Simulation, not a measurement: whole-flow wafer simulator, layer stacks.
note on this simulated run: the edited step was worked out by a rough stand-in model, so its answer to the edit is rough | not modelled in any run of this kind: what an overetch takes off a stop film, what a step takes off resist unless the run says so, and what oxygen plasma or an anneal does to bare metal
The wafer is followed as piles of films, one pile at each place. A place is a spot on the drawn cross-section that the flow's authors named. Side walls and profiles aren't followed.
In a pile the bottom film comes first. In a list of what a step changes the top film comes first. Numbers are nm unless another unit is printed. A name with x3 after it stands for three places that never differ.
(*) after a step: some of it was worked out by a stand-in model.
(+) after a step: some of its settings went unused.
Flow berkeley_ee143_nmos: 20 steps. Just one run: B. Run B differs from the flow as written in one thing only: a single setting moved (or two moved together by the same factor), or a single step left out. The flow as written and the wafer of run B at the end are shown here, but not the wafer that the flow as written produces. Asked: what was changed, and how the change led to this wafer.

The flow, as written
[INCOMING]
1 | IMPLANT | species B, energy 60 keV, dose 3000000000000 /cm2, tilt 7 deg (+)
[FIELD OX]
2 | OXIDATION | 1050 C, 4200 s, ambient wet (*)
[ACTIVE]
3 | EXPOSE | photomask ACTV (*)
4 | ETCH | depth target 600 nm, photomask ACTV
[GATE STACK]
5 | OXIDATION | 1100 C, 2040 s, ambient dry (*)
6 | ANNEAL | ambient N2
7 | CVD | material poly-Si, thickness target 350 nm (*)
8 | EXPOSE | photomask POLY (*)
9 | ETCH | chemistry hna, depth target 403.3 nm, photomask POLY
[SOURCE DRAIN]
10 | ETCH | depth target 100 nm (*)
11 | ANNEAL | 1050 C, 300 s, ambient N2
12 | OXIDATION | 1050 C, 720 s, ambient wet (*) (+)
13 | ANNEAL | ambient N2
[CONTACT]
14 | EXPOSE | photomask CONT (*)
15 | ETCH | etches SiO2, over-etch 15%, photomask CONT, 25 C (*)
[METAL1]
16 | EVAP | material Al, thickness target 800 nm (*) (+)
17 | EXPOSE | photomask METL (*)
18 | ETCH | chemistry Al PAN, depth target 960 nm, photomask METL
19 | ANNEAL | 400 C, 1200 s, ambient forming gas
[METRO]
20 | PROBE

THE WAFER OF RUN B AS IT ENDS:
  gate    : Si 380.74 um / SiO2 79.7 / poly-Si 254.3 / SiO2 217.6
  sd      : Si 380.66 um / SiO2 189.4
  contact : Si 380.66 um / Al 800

What caused this: step 2, OXIDATION: 3423 s was run, whereas the flow has 4200 s.

How this came from the change, step by step:
  2 | OXIDATION | 1050 C, 4200 s, ambient wet (*)
      gate, sd, contact, field: SiO2 gains 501 (new film), chemical SiO2 loses 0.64 (all of it), Si loses 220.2 (as written it would have been: SiO2 gains 566.4 (new film), chemical SiO2 loses 0.64 (all of it), Si loses 248.9)
  4 | ETCH | depth target 600 nm, photomask ACTV
      gate, sd, contact: SiO2 loses 501 (all of it) (as written it would have been: SiO2 loses 566.4 (all of it))
  5 | OXIDATION | 1100 C, 2040 s, ambient dry (*)
      field: SiO2 gains 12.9, Si loses 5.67 (as written it would have been: SiO2 gains 11.6, Si loses 5.1)
  12 | OXIDATION | 1050 C, 720 s, ambient wet (*) (+)
      field: SiO2 gains 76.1, Si loses 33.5 (as written it would have been: SiO2 gains 69.1, Si loses 30.4)
